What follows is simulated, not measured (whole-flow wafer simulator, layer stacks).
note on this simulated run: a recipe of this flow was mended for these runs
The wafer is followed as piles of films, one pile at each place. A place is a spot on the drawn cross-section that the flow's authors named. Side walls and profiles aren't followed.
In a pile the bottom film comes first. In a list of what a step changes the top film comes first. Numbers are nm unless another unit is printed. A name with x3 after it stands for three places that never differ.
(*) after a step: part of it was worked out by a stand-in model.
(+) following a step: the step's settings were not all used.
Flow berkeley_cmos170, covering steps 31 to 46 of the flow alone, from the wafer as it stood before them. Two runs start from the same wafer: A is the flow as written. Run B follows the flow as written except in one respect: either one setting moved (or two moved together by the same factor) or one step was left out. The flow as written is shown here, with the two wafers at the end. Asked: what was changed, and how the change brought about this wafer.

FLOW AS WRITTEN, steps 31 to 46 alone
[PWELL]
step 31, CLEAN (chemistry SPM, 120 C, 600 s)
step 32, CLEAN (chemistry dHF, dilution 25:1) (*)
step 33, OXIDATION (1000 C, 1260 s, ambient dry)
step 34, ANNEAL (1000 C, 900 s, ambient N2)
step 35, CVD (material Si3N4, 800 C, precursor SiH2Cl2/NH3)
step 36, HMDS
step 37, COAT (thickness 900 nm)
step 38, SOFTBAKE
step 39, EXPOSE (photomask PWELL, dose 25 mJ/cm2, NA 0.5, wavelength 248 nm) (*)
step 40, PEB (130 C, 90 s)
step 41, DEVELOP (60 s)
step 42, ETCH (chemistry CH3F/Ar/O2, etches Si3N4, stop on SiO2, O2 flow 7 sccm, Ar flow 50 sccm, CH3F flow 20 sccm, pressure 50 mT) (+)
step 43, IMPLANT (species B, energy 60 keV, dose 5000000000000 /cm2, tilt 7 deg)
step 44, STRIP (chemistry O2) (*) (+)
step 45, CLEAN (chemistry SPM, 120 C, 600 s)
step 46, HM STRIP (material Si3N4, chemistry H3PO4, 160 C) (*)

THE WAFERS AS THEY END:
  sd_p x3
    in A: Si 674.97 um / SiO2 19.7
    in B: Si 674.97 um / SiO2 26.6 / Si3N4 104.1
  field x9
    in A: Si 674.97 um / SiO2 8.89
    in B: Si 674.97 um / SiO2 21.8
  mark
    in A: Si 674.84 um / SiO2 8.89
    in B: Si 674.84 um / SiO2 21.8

The reason: step 46, HM STRIP: 128 C was run, though the flow has 160 C.

Step by step, how the change led to this:
  step 46, HM STRIP (material Si3N4, chemistry H3PO4, 160 C) (*)
      sd_p x3: A -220 Si3N4 (all of it), -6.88 SiO2 | B -115.9 Si3N4
      field x9, mark: A -14 SiO2 | B -1.08 SiO2
